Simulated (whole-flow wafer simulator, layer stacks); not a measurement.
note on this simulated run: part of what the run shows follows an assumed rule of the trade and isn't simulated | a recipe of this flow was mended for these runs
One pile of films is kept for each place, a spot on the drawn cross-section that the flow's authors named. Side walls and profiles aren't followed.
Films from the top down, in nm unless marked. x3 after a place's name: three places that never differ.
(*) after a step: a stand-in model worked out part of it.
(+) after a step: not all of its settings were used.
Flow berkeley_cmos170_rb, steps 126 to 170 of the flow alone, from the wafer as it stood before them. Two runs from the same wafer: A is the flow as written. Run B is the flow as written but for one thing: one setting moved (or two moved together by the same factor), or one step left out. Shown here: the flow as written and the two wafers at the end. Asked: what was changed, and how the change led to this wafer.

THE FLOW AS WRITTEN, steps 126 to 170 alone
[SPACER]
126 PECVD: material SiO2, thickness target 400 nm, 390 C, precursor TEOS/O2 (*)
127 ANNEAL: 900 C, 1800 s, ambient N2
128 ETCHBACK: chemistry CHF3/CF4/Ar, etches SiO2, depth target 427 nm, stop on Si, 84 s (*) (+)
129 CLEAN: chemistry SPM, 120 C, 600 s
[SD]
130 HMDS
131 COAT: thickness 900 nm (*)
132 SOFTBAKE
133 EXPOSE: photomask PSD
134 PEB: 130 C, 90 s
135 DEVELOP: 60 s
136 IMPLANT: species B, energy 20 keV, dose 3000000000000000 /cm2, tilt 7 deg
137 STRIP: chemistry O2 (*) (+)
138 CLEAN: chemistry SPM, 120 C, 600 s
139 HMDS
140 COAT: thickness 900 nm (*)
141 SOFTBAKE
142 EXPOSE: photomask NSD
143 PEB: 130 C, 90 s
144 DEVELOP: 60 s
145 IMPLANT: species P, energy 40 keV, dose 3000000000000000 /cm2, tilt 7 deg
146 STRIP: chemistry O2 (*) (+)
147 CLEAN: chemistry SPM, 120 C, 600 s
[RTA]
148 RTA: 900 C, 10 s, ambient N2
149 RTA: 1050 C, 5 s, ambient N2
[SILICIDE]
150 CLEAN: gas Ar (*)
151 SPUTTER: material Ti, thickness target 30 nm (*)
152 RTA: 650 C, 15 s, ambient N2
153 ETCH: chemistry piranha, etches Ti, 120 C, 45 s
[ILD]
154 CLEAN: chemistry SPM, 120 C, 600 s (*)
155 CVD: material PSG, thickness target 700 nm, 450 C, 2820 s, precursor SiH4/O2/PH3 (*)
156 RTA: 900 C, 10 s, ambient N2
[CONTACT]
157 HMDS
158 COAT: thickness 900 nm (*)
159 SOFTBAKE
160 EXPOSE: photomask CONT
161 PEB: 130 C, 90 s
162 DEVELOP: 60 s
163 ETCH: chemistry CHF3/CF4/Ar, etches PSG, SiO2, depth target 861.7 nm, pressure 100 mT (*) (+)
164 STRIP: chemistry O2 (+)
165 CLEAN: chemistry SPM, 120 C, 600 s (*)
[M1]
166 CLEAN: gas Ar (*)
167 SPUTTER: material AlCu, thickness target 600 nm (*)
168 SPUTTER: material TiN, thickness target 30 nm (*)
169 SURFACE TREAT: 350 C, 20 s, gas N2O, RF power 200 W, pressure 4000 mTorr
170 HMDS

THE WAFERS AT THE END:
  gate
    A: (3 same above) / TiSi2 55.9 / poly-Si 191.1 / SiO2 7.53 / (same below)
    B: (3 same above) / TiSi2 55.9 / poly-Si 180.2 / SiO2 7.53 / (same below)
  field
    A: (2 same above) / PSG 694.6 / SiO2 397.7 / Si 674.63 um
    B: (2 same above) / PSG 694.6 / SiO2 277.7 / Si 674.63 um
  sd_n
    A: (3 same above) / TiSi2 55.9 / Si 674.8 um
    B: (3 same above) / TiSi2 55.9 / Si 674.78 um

The cause: step 126, PECVD: thickness target 280 nm was run, where the flow has thickness target 400 nm.

How the change led to this, step by step:
  126 PECVD: material SiO2, thickness target 400 nm, 390 C, precursor TEOS/O2 (*)
      field, sd_n, contact, m1: A SiO2 +400 | B SiO2 +280
      spacer_n, sd_p, spacer_p: A SiO2 +385.3 | B SiO2 +270.1
      (and at 2 more places)
  128 ETCHBACK: chemistry CHF3/CF4/Ar, etches SiO2, depth target 427 nm, stop on Si, 84 s (*) (+)
      gate, gate_p: A SiO2 -400 (all of it), chemical SiO2 -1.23 (all of it), poly-Si -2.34 | B SiO2 -280 (all of it), chemical SiO2 -1.23 (all of it), poly-Si -13.3
      sd_n: A SiO2 -406 (all of it), Si -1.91 | B SiO2 -286 (all of it), Si -12.8
      (and at 5 more places)
  131 COAT: thickness 900 nm (*)
      field: A KrF-resist +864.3 (new film) | B KrF-resist +887.4 (new film)
      sd_n: A KrF-resist +1002.7 (new film) | B KrF-resist +940.4 (new film)
      (and at 7 more places)
  135 DEVELOP: 60 s
      sd_p: A KrF-resist -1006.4 (all of it) | B KrF-resist -950.7 (all of it)
      spacer_p: A KrF-resist -783.4 (all of it) | B KrF-resist -840.4 (all of it)
      (and at 1 more place)
  137 STRIP: chemistry O2 (*) (+)
      field: A KrF-resist -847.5 (all of it) | B KrF-resist -870.5 (all of it)
      sd_n: A KrF-resist -985.4 (all of it), chemical SiO2 +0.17, Si -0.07 | B KrF-resist -923.4 (all of it), chemical SiO2 +0.16, Si -0.07
      (and at 4 more places)
  140 COAT: thickness 900 nm (*)
      field: A KrF-resist +864.2 (new film) | B KrF-resist +887.6 (new film)
      sd_n: A KrF-resist +1002.3 (new film) | B KrF-resist +940.3 (new film)
      (and at 7 more places)
  144 DEVELOP: 60 s
      sd_n: A KrF-resist -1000 (all of it) | B KrF-resist -938.3 (all of it)
      spacer_n: A KrF-resist -789.7 (all of it) | B KrF-resist -842.3 (all of it)
      (and at 3 more places)
  146 STRIP: chemistry O2 (*) (+)
      field: A KrF-resist -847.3 (all of it) | B KrF-resist -870.7 (all of it)
      sd_p: A KrF-resist -991.3 (all of it), chemical SiO2 +0.07 | B KrF-resist -935.6 (all of it), chemical SiO2 +0.07
      (and at 2 more places)
  151 SPUTTER: material Ti, thickness target 30 nm (*)
      sd_p: A Ti +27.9 (new film) | B Ti +29.4 (new film)
  152 RTA: 650 C, 15 s, ambient N2
      sd_p: A Ti -21.8, TiSi first +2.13 (new film), TiSi2 C49 +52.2 (new film), Si -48 | B Ti -22.9, TiSi first +5.04 (new film), TiSi2 C49 +50.9 (new film), Si -48.7
  155 CVD: material PSG, thickness target 700 nm, 450 C, 2820 s, precursor SiH4/O2/PH3 (*)
      sd_p: A PSG +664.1 (new film) | B PSG +687.3 (new film)
  156 RTA: 900 C, 10 s, ambient N2
      sd_p: A under 1 film: TiSi2 +52 (new film), TiSi first -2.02 (all of it), TiSi2 C49 -52.2 (all of it), Si -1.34 | B under 1 film: TiSi2 +54.8 (new film), TiSi first -4.94 (all of it), TiSi2 C49 -50.9 (all of it), Si -3.28
  158 COAT: thickness 900 nm (*)
      sd_n: A KrF-resist +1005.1 (new film) | B KrF-resist +939.1 (new film)
      spacer_n: A KrF-resist +830.5 (new film) | B KrF-resist +870.1 (new film)
      (and at 6 more places)
  162 DEVELOP: 60 s
      contact: A KrF-resist -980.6 (all of it) | B KrF-resist -928.7 (all of it)
  164 STRIP: chemistry O2 (+)
      field: A KrF-resist -648.4 (all of it) | B KrF-resist -664.3 (all of it)
      sd_n: A KrF-resist -772.5 (all of it) | B KrF-resist -706.6 (all of it)
      (and at 6 more places)
  167 SPUTTER: material AlCu, thickness target 600 nm (*)
      sd_p: A AlCu +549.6 (new film) | B AlCu +594 (new film)
  168 SPUTTER: material TiN, thickness target 30 nm (*)
      sd_p: A TiN +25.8 (new film) | B TiN +28.7 (new film)
